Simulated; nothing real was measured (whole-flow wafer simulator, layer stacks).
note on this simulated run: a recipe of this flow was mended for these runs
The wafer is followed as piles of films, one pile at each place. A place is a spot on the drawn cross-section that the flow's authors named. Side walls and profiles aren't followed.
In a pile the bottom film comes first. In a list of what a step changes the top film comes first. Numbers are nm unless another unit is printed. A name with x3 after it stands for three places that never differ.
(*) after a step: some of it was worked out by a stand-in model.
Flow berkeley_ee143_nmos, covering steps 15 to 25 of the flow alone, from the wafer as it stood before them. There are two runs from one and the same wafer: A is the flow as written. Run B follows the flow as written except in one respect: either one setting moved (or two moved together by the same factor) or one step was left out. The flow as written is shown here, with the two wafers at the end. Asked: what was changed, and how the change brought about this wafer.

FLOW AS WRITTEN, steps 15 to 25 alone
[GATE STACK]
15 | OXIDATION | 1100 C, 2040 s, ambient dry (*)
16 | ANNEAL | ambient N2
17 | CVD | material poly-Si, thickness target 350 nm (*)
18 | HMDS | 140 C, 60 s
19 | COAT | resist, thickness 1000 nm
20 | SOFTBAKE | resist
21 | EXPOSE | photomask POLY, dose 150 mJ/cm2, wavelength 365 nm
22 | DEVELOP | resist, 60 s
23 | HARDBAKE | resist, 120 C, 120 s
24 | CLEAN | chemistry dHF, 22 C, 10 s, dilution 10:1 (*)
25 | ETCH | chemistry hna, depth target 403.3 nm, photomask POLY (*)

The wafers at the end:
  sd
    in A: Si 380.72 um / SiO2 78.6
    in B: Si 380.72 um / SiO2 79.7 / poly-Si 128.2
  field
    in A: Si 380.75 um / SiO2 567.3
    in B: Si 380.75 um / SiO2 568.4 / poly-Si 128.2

Cause: step 25, ETCH: depth target 221.8 nm was run, whereas the flow has depth target 403.3 nm.

Step by step, how the change led to this:
  25 | ETCH | chemistry hna, depth target 403.3 nm, photomask POLY (*)
      sd, contact, field: A poly-Si loses 350 (all of it), SiO2 loses 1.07 | B poly-Si loses 221.8
